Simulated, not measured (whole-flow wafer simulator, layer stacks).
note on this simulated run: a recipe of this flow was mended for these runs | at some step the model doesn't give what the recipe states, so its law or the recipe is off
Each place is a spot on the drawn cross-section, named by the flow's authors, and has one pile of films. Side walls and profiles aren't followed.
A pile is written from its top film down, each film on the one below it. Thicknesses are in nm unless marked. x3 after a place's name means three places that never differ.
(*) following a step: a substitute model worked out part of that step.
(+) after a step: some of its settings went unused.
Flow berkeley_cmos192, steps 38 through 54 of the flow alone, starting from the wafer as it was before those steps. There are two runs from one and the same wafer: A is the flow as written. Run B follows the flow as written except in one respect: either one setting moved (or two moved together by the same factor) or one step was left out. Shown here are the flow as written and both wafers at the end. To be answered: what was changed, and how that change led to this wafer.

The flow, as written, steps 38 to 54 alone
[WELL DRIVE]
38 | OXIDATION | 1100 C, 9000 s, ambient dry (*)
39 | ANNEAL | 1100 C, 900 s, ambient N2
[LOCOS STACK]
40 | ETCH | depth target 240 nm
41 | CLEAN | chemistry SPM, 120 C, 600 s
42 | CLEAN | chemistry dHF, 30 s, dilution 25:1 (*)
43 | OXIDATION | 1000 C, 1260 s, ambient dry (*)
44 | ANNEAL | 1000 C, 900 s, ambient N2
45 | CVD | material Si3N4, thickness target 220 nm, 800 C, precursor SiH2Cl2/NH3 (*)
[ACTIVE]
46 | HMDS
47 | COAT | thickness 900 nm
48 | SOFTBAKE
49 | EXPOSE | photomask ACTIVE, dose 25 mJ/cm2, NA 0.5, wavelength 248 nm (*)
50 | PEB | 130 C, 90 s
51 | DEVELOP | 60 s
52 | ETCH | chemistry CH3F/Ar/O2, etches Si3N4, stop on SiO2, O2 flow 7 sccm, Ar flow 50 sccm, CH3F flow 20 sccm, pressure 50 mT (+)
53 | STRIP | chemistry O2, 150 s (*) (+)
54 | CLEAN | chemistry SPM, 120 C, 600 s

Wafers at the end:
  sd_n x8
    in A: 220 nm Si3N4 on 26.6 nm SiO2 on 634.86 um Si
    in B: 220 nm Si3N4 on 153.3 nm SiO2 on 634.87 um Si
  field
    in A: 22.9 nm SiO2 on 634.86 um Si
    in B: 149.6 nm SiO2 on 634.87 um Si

What caused this: step 40, ETCH: depth target 48 nm was run, though the flow has depth target 240 nm.

The path from the change to this, step by step:
  40 | ETCH | depth target 240 nm
      field, sd_n x8: A SiO2 loses 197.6 (all of it) | B SiO2 loses 48
  41 | CLEAN | chemistry SPM, 120 C, 600 s
      field, sd_n x8: A chemical SiO2 gains 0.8 (new film), Si loses 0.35 | B nothing
  42 | CLEAN | chemistry dHF, 30 s, dilution 25:1 (*)
      field, sd_n x8: A chemical SiO2 loses 0.8 (all of it) | B SiO2 loses 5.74
  43 | OXIDATION | 1000 C, 1260 s, ambient dry (*)
      field, sd_n x8: A SiO2 gains 26.6 (new film), Si loses 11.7 | B SiO2 gains 9.4, Si loses 4.14
